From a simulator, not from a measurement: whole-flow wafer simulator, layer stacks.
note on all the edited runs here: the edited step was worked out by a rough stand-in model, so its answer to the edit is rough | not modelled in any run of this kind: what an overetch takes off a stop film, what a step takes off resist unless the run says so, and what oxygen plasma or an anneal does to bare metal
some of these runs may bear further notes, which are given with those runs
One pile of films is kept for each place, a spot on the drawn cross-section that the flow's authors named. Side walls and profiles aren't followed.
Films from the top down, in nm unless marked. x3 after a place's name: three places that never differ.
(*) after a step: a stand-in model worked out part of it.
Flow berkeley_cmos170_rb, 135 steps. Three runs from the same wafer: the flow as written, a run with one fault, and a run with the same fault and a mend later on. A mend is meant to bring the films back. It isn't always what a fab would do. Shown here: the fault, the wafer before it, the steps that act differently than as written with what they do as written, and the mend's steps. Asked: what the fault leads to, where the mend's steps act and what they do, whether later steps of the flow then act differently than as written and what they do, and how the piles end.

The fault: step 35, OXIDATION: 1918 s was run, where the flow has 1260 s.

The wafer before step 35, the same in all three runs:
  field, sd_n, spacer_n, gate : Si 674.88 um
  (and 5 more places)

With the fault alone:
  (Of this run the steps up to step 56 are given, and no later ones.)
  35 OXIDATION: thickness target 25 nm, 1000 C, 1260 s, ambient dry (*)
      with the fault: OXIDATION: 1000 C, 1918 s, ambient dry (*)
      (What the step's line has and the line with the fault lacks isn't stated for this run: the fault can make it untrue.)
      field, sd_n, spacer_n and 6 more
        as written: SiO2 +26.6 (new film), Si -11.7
        with the fault: SiO2 +33.4 (new film), Si -14.7
  Later steps of the flow that act differently than as written:
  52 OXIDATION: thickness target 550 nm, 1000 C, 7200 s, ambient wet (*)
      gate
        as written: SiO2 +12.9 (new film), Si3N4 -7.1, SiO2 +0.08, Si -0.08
        with the fault: SiO2 +12.9 (new film), Si3N4 -7.1
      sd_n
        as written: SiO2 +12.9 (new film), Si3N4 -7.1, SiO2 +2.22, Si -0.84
        with the fault: SiO2 +12.9 (new film), Si3N4 -7.1, SiO2 +5.18, Si -2.08
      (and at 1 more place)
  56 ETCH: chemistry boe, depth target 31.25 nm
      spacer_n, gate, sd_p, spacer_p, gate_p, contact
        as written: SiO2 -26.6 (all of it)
        with the fault: SiO2 -31.2
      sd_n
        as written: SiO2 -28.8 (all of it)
        with the fault: SiO2 -31.2
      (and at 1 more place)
  After step 56 the piles differ from the flow's by more than 2% or 0.5 nm, whichever is larger, at sd_n, spacer_n, gate, sd_p, spacer_p, gate_p, contact, m1.
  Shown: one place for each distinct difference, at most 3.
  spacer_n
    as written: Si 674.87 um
    with the fault: SiO2 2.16 / Si 674.87 um
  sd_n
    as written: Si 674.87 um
    with the fault: SiO2 7.34 / Si 674.86 um
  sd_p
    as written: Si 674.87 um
    with the fault: SiO2 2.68 / Si 674.87 um

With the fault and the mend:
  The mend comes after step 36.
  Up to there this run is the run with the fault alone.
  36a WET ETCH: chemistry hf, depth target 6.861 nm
      field, sd_n, spacer_n and 6 more
        SiO2 -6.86
  No later step of the flow acts differently than as written at any place that is followed.
  At the end the piles differ from the flow's only slightly at the places that both follow, by at most 2% or 0.5 nm, whichever is larger.
